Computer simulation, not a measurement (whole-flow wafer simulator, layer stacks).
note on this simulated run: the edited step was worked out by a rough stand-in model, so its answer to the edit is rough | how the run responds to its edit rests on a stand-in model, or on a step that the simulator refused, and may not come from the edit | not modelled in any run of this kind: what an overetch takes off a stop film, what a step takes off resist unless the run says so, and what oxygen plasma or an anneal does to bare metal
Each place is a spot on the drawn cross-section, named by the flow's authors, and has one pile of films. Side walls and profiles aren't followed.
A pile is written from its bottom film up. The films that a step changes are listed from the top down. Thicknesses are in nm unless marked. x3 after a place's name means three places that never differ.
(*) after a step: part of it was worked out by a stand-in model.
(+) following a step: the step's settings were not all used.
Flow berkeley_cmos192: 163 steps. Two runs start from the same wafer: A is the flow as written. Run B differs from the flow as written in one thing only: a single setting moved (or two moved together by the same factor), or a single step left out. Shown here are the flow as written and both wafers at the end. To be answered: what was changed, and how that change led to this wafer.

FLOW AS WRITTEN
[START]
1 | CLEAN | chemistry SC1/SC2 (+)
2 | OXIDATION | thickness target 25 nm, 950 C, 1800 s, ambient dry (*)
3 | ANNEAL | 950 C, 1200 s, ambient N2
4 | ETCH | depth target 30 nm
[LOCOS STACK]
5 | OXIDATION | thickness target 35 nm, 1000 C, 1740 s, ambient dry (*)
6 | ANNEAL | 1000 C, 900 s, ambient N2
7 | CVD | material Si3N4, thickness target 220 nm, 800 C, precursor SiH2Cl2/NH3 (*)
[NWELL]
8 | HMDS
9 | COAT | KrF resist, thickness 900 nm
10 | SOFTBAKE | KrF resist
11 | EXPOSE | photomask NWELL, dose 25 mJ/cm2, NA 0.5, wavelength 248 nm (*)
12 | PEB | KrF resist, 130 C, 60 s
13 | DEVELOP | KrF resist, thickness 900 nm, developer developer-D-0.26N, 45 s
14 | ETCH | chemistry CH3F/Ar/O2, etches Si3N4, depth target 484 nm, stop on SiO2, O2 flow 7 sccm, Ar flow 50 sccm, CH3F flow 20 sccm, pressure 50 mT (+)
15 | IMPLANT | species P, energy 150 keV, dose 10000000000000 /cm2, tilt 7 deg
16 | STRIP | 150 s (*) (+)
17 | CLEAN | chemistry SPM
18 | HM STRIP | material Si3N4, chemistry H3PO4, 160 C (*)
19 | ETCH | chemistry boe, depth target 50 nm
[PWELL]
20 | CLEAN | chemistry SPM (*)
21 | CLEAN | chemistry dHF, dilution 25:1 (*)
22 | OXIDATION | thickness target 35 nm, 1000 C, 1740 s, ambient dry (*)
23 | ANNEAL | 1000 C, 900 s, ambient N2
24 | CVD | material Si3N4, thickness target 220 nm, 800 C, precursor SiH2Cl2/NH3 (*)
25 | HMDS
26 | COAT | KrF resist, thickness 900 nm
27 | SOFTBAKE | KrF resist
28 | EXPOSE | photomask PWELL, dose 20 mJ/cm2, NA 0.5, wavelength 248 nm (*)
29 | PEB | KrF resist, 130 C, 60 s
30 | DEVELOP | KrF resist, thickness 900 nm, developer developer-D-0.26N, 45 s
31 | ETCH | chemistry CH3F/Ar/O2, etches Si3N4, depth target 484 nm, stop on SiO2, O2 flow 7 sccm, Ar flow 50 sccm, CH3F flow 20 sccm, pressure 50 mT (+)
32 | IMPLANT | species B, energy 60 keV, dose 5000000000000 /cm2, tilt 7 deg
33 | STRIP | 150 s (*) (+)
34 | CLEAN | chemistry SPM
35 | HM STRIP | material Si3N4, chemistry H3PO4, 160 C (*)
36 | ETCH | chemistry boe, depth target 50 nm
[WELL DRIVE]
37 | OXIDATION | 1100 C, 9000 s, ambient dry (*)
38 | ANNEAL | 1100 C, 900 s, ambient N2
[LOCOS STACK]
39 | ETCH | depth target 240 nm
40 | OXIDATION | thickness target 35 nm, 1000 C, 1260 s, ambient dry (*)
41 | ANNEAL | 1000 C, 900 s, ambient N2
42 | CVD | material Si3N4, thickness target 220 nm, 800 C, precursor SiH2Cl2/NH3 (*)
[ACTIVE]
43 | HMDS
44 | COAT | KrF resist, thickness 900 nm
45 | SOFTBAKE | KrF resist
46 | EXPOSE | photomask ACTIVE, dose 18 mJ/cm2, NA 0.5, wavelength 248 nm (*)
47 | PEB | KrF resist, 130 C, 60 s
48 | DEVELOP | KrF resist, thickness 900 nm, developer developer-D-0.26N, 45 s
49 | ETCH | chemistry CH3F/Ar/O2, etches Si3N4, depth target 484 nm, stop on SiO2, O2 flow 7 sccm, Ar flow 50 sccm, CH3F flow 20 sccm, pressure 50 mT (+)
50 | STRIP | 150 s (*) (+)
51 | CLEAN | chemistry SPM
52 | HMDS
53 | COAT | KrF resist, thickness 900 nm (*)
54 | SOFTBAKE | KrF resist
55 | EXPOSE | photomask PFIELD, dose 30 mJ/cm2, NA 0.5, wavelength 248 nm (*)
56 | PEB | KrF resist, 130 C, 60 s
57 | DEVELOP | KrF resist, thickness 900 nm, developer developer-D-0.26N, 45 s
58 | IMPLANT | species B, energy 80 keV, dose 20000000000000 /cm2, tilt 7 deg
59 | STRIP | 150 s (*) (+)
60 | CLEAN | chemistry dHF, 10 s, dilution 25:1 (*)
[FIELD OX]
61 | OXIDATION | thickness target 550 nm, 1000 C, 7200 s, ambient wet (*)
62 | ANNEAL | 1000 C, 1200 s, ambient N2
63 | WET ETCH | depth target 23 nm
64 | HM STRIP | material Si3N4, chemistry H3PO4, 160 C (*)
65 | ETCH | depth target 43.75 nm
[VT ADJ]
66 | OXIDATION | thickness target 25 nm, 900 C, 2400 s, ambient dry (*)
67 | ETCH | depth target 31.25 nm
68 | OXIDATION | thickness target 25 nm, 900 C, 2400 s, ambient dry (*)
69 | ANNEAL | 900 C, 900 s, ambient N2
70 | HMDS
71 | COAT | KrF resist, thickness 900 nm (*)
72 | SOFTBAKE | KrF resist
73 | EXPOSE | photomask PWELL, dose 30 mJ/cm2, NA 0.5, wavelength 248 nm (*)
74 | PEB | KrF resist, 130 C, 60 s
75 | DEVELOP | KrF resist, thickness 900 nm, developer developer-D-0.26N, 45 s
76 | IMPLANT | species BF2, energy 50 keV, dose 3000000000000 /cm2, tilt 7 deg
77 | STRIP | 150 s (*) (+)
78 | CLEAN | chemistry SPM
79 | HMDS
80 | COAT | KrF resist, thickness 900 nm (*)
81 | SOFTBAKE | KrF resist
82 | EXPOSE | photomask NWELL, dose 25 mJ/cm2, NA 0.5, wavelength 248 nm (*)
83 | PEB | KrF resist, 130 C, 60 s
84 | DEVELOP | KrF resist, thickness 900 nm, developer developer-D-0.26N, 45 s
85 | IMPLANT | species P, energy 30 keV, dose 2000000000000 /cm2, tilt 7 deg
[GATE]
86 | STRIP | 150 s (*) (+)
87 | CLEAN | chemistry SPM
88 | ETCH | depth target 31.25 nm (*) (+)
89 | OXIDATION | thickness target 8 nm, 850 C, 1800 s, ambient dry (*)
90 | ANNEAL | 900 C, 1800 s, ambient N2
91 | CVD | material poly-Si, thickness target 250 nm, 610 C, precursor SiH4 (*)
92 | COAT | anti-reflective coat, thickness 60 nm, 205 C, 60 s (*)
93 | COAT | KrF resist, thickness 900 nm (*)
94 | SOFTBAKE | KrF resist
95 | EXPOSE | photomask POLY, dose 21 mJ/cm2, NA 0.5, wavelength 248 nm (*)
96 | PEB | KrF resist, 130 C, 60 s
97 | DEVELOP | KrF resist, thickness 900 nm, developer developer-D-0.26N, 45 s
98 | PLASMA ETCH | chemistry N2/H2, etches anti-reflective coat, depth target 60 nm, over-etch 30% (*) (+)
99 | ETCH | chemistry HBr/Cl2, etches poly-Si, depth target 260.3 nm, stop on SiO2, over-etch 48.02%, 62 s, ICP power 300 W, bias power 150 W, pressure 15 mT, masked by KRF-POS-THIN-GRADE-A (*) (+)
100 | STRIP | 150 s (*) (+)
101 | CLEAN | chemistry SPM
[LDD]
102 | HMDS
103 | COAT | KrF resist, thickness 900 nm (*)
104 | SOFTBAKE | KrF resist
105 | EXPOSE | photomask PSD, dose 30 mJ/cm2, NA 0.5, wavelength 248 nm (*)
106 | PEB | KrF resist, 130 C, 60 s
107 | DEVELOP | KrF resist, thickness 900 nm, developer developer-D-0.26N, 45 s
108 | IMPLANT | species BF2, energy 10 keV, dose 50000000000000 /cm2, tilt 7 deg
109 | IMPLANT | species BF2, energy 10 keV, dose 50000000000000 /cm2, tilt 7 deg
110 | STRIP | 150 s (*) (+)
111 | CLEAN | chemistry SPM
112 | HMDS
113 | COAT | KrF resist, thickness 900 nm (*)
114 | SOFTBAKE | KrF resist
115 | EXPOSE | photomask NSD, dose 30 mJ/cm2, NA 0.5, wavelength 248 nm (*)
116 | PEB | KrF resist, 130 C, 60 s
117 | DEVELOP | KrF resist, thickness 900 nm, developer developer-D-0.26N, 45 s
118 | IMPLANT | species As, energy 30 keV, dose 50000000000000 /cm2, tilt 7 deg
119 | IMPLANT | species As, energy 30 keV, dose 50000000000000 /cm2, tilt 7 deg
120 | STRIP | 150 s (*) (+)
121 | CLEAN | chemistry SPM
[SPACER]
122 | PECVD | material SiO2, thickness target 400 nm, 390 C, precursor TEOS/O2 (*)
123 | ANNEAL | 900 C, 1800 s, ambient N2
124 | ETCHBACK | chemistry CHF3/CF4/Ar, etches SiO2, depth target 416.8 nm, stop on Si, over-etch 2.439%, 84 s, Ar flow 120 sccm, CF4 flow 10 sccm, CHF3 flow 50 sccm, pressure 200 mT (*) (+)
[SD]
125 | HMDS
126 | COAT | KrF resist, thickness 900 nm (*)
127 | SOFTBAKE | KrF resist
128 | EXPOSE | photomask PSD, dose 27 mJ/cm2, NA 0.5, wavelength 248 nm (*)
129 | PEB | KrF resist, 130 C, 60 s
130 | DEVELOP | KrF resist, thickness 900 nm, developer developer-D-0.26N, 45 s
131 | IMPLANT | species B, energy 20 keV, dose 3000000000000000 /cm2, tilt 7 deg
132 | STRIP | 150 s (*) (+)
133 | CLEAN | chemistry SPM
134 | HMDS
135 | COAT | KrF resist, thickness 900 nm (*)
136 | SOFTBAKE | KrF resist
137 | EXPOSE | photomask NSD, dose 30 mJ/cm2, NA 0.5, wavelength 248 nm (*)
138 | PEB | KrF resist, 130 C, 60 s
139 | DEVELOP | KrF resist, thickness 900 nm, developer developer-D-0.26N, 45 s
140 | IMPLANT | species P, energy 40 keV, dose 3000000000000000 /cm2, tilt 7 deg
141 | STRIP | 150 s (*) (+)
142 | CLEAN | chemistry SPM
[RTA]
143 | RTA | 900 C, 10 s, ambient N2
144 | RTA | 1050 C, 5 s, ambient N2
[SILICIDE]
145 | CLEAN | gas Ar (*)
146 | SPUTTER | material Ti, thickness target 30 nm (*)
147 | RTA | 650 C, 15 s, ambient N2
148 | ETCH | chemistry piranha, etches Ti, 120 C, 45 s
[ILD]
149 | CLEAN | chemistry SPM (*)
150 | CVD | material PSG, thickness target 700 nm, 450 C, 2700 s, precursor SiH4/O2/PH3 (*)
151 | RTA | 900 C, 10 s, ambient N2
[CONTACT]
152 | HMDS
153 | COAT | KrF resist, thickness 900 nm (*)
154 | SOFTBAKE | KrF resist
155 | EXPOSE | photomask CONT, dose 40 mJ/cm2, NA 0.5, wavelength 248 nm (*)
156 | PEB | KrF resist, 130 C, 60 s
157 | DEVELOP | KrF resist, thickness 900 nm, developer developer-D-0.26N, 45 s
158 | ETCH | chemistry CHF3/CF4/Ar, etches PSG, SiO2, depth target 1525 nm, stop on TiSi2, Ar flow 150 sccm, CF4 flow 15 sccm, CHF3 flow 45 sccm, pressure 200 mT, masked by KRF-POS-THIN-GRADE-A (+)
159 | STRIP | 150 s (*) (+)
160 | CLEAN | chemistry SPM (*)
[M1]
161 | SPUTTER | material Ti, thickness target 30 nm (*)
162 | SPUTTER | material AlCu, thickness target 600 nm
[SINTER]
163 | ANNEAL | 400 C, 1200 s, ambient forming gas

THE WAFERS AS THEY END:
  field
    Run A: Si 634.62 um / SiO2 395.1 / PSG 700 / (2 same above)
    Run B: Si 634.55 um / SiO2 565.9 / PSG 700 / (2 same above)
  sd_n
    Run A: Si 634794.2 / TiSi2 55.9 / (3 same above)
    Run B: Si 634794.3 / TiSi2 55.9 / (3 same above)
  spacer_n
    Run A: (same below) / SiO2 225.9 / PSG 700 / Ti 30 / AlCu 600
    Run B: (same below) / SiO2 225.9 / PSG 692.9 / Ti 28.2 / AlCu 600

Cause: step 61, OXIDATION: 1050 C was run, while the flow as written has 1000 C.

Step by step, how the change led to this:
  61 | OXIDATION | thickness target 550 nm, 1000 C, 7200 s, ambient wet (*)
      sd_n, sd_p: A +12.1 SiO2 (new film), -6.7 Si3N4, +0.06 SiO2, -0.06 Si | B +22.7 SiO2 (new film), -12.5 Si3N4
      spacer_n, spacer_p, gate_p, contact, m1: A +12.1 SiO2 (new film), -6.7 Si3N4 | B +22.7 SiO2 (new film), -12.5 Si3N4
      (and at 2 other places as well)
  63 | WET ETCH | depth target 23 nm
      sd_n, spacer_n, gate, sd_p, spacer_p, gate_p, contact, m1: A -12.1 SiO2 (all of it) | B -22.7 SiO2 (all of it)
  64 | HM STRIP | material Si3N4, chemistry H3PO4, 160 C (*)
      sd_n, spacer_n, gate, sd_p, spacer_p, gate_p, contact, m1: A -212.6 Si3N4 (all of it), -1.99 SiO2 | B -206.8 Si3N4 (all of it), -1.94 SiO2
  71 | COAT | KrF resist, thickness 900 nm (*)
      field: A +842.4 KrF resist (new film) | B +818.2 KrF resist (new film)
      sd_n: A +1013.2 KrF resist (new film) | B +1063.3 KrF resist (new film)
      (and at 7 other places as well)
  75 | DEVELOP | KrF resist, thickness 900 nm, developer developer-D-0.26N, 45 s
      field: A -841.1 KrF resist (all of it) | B -816.9 KrF resist (all of it)
      sd_n: A -1011.6 KrF resist (all of it) | B -1061.6 KrF resist (all of it)
      (and at 3 other places as well)
  77 | STRIP | 150 s (*) (+)
      sd_p: A -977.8 KrF resist (all of it) | B -1018.2 KrF resist (all of it)
      spacer_p: A -959.3 KrF resist (all of it) | B -990 KrF resist (all of it)
      (and at 2 other places as well)
  80 | COAT | KrF resist, thickness 900 nm (*)
      field: A +842.4 KrF resist (new film) | B +818.2 KrF resist (new film)
      sd_n: A +1013.2 KrF resist (new film) | B +1063.3 KrF resist (new film)
      (and at 7 other places as well)
  84 | DEVELOP | KrF resist, thickness 900 nm, developer developer-D-0.26N, 45 s
      sd_p: A -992 KrF resist (all of it) | B -1032.4 KrF resist (all of it)
      spacer_p: A -973.5 KrF resist (all of it) | B -1004.2 KrF resist (all of it)
      (and at 1 other place as well)
  86 | STRIP | 150 s (*) (+)
      field: A -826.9 KrF resist (all of it) | B -802.7 KrF resist (all of it)
      sd_n: A -997.4 KrF resist (all of it) | B -1047.4 KrF resist (all of it)
      (and at 4 other places as well)
  92 | COAT | anti-reflective coat, thickness 60 nm, 205 C, 60 s (*)
      sd_n: A +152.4 anti-reflective coat (new film) | B +228.3 anti-reflective coat (new film)
      spacer_n: A +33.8 anti-reflective coat (new film) | B +17.1 anti-reflective coat (new film)
      (and at 6 other places as well)
  93 | COAT | KrF resist, thickness 900 nm (*)
      spacer_n: A +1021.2 KrF resist (new film) | B +1099.7 KrF resist (new film)
      gate: A +1023.8 KrF resist (new film) | B +1101 KrF resist (new film)
      (and at 5 other places as well)
  97 | DEVELOP | KrF resist, thickness 900 nm, developer developer-D-0.26N, 45 s
      spacer_n: A -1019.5 KrF resist (all of it) | B -1097.9 KrF resist (all of it)
      sd_p: A -955.6 KrF resist (all of it) | B -990.8 KrF resist (all of it)
      (and at 3 other places as well)
  98 | PLASMA ETCH | chemistry N2/H2, etches anti-reflective coat, depth target 60 nm, over-etch 30% (*) (+)
      field: A -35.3 anti-reflective coat (all of it), -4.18 poly-Si | B -35.7 anti-reflective coat (all of it), -6.7 poly-Si
      sd_n: A -152.4 anti-reflective coat (all of it), -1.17 poly-Si | B -228.3 anti-reflective coat (all of it), -1.76 poly-Si
      (and at 5 other places as well)
  100 | STRIP | 150 s (*) (+)
      gate: A +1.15 chemical SiO2 (new film), -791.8 KrF resist (all of it), -30 anti-reflective coat (all of it), -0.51 poly-Si | B +1.14 chemical SiO2 (new film), -868.8 KrF resist (all of it), -13.9 anti-reflective coat (all of it), -0.5 poly-Si
      gate_p: A +1.15 chemical SiO2 (new film), -765.1 KrF resist (all of it), -31 anti-reflective coat (all of it), -0.51 poly-Si | B +1.14 chemical SiO2 (new film), -809.6 KrF resist (all of it), -23 anti-reflective coat (all of it), -0.5 poly-Si
  103 | COAT | KrF resist, thickness 900 nm (*)
      field: A +850.3 KrF resist (new film) | B +831.6 KrF resist (new film)
      sd_n: A +1003.8 KrF resist (new film) | B +1061.4 KrF resist (new film)
      (and at 7 other places as well)
  107 | DEVELOP | KrF resist, thickness 900 nm, developer developer-D-0.26N, 45 s
      sd_p: A -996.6 KrF resist (all of it) | B -1039 KrF resist (all of it)
      spacer_p: A -993.7 KrF resist (all of it) | B -1025.8 KrF resist (all of it)
      (and at 1 other place as well)
  ... another 19 steps ...
  162 | SPUTTER | material AlCu, thickness target 600 nm
      sd_p: A +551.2 AlCu (new film) | B +519.7 AlCu (new film)
